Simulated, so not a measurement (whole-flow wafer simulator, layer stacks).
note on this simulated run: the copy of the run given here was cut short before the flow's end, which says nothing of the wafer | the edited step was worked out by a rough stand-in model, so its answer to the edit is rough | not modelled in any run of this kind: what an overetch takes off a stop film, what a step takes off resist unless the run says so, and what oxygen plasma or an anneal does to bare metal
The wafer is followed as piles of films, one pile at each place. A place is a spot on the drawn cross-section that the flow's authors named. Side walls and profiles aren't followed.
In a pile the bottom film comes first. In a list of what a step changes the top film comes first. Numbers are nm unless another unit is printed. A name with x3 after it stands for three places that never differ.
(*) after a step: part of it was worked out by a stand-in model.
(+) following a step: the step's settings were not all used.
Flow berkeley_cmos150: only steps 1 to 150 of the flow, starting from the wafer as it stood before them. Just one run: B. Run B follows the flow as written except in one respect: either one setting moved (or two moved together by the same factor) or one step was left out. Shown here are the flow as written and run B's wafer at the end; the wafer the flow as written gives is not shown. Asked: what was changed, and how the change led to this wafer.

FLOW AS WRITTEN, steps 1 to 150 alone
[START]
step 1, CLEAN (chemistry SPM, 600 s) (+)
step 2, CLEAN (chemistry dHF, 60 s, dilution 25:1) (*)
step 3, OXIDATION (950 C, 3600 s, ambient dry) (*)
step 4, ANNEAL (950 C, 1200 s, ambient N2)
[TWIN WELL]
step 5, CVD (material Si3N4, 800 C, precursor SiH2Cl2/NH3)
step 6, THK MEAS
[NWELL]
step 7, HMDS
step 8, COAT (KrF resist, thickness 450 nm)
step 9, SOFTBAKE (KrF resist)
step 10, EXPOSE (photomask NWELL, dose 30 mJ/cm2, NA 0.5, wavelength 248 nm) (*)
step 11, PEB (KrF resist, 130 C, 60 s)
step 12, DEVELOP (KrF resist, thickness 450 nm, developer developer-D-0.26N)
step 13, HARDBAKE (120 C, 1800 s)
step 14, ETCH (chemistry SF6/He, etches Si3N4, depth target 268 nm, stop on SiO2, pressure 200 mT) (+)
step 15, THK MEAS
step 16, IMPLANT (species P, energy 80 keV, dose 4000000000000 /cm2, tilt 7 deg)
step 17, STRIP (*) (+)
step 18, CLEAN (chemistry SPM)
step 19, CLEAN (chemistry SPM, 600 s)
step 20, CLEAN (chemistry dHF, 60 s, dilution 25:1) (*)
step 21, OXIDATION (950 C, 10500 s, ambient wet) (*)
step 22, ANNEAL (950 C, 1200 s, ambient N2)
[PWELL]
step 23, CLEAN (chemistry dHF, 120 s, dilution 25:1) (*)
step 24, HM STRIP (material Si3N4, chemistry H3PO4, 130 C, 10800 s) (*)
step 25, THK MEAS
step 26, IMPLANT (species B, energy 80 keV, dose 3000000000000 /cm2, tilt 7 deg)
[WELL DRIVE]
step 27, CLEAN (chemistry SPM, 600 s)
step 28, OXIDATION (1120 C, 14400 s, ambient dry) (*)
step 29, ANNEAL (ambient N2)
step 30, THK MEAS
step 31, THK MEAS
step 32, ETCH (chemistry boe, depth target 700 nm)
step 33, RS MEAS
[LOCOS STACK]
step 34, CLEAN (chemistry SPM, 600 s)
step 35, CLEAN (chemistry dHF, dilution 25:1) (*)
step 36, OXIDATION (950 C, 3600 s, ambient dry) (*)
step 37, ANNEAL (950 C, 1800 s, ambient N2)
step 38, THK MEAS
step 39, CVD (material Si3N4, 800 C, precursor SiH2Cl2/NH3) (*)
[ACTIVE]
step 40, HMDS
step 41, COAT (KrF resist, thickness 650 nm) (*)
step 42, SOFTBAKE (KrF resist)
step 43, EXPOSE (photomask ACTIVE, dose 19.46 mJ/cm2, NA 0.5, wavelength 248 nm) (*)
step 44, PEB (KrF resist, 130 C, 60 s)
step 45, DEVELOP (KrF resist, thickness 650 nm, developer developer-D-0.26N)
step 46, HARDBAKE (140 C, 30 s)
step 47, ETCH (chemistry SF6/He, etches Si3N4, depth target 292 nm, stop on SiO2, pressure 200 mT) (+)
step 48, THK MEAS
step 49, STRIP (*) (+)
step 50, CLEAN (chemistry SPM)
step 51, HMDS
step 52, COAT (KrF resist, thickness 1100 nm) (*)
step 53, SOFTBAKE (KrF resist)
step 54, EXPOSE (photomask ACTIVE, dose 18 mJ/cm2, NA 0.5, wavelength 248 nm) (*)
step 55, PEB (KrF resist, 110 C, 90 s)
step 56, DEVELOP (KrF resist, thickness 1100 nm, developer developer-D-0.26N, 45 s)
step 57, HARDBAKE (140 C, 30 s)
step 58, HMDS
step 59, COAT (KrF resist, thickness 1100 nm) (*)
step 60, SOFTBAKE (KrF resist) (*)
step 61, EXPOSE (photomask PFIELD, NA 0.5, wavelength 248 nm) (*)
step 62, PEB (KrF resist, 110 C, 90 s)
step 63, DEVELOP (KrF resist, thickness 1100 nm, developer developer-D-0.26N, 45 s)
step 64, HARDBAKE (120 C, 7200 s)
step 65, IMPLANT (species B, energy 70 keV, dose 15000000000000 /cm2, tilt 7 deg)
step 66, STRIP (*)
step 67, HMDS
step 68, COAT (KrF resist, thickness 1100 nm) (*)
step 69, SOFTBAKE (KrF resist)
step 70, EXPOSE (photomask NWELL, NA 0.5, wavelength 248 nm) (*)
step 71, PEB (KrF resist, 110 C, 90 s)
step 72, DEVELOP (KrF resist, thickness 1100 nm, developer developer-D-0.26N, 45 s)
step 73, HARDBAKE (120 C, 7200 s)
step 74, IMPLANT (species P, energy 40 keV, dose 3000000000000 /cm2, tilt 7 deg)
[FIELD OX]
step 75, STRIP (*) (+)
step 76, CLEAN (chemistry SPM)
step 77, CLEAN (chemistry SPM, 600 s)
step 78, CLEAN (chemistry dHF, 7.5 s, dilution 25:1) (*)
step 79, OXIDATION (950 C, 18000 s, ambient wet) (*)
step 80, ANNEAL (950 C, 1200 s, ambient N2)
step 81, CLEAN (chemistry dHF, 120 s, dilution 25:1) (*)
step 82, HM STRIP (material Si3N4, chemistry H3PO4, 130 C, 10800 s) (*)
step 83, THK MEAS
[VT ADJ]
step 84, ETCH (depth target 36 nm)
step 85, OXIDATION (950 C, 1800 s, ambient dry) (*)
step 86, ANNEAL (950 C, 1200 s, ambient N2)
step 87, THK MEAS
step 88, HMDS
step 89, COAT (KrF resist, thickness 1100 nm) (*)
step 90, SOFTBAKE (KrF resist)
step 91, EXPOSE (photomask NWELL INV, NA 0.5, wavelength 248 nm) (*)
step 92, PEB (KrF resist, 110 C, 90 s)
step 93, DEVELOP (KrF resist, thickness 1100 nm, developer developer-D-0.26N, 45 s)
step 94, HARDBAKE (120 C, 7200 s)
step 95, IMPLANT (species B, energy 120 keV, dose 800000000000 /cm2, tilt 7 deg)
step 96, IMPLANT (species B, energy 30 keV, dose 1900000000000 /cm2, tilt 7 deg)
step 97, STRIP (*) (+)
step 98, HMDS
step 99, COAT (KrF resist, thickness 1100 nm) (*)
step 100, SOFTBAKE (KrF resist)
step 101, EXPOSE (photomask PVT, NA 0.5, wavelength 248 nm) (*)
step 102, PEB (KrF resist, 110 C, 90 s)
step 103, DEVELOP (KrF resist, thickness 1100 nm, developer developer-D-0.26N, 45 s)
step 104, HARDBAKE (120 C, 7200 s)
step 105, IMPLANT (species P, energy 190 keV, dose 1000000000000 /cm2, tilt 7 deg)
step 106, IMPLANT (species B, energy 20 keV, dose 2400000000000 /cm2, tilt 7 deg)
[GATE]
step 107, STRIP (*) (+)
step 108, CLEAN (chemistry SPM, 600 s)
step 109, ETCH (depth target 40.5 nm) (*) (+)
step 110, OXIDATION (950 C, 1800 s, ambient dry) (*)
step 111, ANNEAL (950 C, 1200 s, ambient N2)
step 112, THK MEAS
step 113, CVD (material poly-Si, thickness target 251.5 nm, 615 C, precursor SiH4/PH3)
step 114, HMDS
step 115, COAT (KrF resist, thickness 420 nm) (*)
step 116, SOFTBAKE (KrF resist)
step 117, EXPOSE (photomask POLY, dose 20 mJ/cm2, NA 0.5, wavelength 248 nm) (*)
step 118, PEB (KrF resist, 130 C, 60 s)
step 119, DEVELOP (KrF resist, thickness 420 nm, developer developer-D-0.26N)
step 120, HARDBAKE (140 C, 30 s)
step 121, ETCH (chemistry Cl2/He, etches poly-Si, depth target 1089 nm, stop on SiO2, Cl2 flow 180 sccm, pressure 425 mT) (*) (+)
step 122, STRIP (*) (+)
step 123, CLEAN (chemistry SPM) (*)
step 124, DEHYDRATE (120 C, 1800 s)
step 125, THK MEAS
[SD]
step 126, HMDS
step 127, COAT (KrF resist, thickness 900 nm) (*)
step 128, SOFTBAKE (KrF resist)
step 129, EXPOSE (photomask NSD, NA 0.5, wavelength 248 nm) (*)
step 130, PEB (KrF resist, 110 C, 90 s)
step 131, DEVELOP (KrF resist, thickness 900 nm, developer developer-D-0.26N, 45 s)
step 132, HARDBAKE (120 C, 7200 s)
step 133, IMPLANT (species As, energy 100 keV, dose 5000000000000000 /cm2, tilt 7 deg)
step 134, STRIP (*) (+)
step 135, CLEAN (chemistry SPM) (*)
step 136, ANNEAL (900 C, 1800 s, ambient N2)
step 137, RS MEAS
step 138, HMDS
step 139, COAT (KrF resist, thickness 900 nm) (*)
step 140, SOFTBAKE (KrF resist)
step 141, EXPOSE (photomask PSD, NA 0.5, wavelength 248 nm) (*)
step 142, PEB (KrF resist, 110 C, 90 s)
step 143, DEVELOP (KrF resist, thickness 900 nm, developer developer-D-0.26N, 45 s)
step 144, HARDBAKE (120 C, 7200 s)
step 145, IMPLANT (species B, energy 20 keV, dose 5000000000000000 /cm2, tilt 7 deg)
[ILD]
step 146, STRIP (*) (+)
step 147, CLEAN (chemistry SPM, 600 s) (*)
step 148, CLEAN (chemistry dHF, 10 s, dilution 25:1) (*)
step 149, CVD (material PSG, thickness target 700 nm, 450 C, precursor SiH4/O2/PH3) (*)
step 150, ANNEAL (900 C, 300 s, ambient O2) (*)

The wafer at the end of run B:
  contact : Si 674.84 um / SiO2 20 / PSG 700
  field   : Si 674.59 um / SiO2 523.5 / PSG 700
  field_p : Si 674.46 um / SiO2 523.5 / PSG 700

Cause: step 110, OXIDATION: 2520 s was run, while the flow as written has 1800 s.

The path from the change to this, step by step:
  step 110, OXIDATION (950 C, 1800 s, ambient dry) (*)
      sd_n, gate_n, sd_p, gate_p, contact, m1: SiO2 gains 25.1 (new film), Si loses 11 (it would be, as written: SiO2 gains 20.4 (new film), Si loses 8.98)
      field, field_p: SiO2 gains 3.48, Si loses 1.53 (it would be, as written: SiO2 gains 2.49, Si loses 1.09)
